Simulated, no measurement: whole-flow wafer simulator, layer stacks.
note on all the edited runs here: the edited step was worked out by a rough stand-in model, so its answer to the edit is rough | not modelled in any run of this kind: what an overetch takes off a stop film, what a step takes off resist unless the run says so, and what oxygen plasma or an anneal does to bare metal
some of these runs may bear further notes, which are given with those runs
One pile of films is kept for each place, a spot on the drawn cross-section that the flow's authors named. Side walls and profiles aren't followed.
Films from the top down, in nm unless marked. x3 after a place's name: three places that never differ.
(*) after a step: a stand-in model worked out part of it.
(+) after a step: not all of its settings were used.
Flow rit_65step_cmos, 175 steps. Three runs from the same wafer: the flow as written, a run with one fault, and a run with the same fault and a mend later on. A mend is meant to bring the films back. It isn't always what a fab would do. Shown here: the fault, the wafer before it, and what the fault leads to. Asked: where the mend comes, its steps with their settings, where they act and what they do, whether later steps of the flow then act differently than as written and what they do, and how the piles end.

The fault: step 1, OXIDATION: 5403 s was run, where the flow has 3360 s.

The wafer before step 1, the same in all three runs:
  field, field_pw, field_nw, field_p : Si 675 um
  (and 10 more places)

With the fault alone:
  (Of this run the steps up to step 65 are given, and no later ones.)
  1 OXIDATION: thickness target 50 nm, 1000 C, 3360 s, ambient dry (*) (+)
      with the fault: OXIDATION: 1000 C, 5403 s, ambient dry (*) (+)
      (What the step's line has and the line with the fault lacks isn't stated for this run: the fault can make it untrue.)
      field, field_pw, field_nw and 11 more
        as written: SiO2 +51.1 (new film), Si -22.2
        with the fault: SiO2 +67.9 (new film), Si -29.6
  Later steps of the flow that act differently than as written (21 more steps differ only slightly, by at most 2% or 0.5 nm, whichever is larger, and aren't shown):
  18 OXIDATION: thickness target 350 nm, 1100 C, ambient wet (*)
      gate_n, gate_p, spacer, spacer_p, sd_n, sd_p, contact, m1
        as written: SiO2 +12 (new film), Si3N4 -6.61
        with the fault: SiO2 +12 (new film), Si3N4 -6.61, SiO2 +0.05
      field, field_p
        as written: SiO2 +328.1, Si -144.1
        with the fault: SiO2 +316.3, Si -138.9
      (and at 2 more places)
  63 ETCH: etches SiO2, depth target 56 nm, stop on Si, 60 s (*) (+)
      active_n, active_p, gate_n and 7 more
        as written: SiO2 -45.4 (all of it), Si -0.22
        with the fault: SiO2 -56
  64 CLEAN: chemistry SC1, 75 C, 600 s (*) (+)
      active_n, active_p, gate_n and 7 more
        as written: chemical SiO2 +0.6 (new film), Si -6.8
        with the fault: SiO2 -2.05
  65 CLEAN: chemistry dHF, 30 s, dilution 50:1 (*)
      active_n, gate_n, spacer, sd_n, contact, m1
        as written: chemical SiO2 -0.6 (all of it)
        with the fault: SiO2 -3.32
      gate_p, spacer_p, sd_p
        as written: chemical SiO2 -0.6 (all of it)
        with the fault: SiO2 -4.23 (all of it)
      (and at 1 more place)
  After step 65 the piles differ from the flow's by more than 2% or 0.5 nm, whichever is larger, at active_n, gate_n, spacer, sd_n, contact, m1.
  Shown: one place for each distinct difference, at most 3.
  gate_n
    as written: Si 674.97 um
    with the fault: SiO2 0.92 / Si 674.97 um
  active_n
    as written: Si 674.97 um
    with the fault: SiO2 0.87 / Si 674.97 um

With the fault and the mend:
  The mend comes after step 2.
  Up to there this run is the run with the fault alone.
  2a ETCH: depth target 16.83 nm, 21.5 C, 18.76 s
      field, field_pw, field_nw and 11 more
        SiO2 -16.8
  No later step of the flow acts differently than as written, at any place that is followed, by more than 2% or 0.5 nm, whichever is larger.
  At the end the piles differ from the flow's only slightly at the places that both follow, by at most 2% or 0.5 nm, whichever is larger.
